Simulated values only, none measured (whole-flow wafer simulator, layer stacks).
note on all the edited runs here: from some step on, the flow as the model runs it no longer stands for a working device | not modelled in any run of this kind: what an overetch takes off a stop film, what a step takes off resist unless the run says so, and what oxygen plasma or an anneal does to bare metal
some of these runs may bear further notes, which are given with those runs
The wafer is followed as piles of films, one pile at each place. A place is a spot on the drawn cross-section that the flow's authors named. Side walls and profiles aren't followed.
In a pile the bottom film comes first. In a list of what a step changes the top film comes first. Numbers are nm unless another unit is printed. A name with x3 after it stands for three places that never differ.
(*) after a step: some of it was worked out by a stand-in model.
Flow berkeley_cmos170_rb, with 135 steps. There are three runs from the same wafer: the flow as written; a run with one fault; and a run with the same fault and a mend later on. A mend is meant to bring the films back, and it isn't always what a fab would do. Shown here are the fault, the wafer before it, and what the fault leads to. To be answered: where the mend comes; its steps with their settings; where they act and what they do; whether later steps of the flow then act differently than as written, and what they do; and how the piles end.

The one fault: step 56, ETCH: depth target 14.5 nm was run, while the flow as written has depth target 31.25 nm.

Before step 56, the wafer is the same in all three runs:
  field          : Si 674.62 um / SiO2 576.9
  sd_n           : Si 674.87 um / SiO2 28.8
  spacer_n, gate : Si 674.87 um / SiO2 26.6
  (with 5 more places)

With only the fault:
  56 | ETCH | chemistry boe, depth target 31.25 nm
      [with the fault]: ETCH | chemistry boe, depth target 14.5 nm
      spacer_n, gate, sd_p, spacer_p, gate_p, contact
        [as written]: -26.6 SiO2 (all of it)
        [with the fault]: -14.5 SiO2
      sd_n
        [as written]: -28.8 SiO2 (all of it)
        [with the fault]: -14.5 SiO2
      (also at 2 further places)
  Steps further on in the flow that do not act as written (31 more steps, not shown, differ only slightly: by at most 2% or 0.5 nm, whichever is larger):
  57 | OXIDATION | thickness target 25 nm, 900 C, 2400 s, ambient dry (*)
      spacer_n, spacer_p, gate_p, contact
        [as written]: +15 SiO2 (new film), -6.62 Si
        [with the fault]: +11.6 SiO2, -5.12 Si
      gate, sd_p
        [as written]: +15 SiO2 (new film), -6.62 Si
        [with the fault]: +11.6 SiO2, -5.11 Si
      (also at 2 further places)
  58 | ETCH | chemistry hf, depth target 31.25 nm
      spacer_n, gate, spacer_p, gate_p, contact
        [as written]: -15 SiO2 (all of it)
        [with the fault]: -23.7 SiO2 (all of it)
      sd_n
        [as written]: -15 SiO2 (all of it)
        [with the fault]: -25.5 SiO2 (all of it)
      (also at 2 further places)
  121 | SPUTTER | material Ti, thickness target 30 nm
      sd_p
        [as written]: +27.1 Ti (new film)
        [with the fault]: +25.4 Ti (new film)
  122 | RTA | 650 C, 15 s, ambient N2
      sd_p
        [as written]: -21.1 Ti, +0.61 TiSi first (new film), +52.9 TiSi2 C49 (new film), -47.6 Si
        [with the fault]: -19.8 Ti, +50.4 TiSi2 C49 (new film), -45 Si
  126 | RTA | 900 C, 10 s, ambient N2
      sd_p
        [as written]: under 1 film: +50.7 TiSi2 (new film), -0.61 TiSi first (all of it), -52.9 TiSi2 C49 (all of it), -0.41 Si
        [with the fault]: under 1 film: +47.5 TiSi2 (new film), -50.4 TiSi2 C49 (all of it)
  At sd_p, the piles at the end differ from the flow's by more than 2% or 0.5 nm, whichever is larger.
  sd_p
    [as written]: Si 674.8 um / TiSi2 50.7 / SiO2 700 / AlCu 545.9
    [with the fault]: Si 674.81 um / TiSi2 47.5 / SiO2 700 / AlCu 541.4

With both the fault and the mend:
  The mend follows step 56.
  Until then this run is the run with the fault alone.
  56a | ETCH | chemistry boe, depth target 16.75 nm (the flow's step 56, run once more with other settings)
      spacer_n, gate, sd_p, spacer_p, gate_p, contact
        -12.1 SiO2 (all of it)
      field
        -16.8 SiO2
      sd_n
        -14.3 SiO2 (all of it)
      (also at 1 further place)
  Every later step of the flow that is run acts as written, at every place that is followed, to within 2% or 0.5 nm, whichever is larger.
  The piles end the same as the flow's at every place that both follow.
